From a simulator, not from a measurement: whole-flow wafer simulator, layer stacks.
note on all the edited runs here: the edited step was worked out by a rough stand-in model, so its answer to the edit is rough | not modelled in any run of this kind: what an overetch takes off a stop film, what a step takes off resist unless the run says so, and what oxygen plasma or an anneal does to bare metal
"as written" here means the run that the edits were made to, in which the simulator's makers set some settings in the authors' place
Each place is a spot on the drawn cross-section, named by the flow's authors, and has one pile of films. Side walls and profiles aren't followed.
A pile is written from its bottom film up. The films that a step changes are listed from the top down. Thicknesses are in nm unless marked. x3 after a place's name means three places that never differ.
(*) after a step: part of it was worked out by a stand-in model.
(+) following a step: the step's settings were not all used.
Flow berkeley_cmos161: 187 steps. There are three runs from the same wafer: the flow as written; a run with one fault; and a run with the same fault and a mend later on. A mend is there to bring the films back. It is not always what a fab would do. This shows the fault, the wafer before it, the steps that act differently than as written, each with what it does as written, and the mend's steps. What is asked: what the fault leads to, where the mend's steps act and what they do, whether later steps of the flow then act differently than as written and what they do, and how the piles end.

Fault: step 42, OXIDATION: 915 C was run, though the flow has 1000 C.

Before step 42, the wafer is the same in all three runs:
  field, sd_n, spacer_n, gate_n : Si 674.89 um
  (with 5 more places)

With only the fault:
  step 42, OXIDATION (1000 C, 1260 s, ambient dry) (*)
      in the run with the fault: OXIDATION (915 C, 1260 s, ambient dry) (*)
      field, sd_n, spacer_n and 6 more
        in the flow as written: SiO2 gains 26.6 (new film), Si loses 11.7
        in the run with the fault: SiO2 gains 11.5 (new film), Si loses 5.07
  Steps later in the flow that act otherwise than as written (47 other steps are not shown; they differ only slightly, by no more than 2% or 0.5 nm, whichever is larger):
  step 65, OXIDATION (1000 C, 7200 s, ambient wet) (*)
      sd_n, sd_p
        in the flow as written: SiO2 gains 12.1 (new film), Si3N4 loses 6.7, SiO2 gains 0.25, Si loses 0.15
        in the run with the fault: SiO2 gains 12.1 (new film), Si3N4 loses 6.7
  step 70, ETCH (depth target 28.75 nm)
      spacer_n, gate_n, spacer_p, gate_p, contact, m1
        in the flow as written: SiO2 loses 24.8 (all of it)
        in the run with the fault: SiO2 loses 9.76 (all of it)
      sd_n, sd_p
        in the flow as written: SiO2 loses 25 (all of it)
        in the run with the fault: SiO2 loses 9.76 (all of it)
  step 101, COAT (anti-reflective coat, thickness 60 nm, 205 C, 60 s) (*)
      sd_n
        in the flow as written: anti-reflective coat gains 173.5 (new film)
        in the run with the fault: anti-reflective coat gains 165.6 (new film)
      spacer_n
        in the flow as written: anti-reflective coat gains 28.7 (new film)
        in the run with the fault: anti-reflective coat gains 31.1 (new film)
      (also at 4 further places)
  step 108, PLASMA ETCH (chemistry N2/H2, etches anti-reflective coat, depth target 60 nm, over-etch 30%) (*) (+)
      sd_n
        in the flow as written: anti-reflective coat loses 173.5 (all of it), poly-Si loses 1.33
        in the run with the fault: anti-reflective coat loses 165.6 (all of it), poly-Si loses 1.27
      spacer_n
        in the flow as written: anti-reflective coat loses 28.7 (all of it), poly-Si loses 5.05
        in the run with the fault: anti-reflective coat loses 31.1 (all of it), poly-Si loses 4.72
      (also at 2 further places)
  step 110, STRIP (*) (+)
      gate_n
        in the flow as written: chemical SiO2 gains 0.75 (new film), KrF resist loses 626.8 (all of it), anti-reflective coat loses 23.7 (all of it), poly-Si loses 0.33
        in the run with the fault: chemical SiO2 gains 0.75 (new film), KrF resist loses 620.7 (all of it), anti-reflective coat loses 25.6 (all of it), poly-Si loses 0.33
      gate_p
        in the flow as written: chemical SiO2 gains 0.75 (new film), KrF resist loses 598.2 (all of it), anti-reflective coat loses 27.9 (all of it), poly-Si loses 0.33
        in the run with the fault: chemical SiO2 gains 0.75 (new film), KrF resist loses 594.6 (all of it), anti-reflective coat loses 29 (all of it), poly-Si loses 0.33
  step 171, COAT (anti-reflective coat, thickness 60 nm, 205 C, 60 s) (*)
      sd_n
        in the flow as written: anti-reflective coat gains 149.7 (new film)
        in the run with the fault: anti-reflective coat gains 142.2 (new film)
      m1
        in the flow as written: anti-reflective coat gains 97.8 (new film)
        in the run with the fault: anti-reflective coat gains 95.6 (new film)
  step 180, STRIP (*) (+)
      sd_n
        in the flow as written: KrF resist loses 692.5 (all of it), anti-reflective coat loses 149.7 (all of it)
        in the run with the fault: KrF resist loses 693.7 (all of it), anti-reflective coat loses 142.2 (all of it)
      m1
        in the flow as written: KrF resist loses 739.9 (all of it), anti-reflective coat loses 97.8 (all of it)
        in the run with the fault: KrF resist loses 736.5 (all of it), anti-reflective coat loses 95.6 (all of it)
  At the end the piles are close to the flow's at the places that both follow, differing by at most 2% or 0.5 nm, whichever is larger.

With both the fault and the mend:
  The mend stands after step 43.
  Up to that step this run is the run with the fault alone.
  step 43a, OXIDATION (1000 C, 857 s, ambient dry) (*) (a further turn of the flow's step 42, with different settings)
      field, sd_n, spacer_n and 6 more
        SiO2 gains 15, Si loses 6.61
  Later steps of the flow that are run all act as written at every place that is followed, up to a difference of at most 2% or 0.5 nm, whichever is larger.
  At every place that both follow, the piles at the end match the flow's.
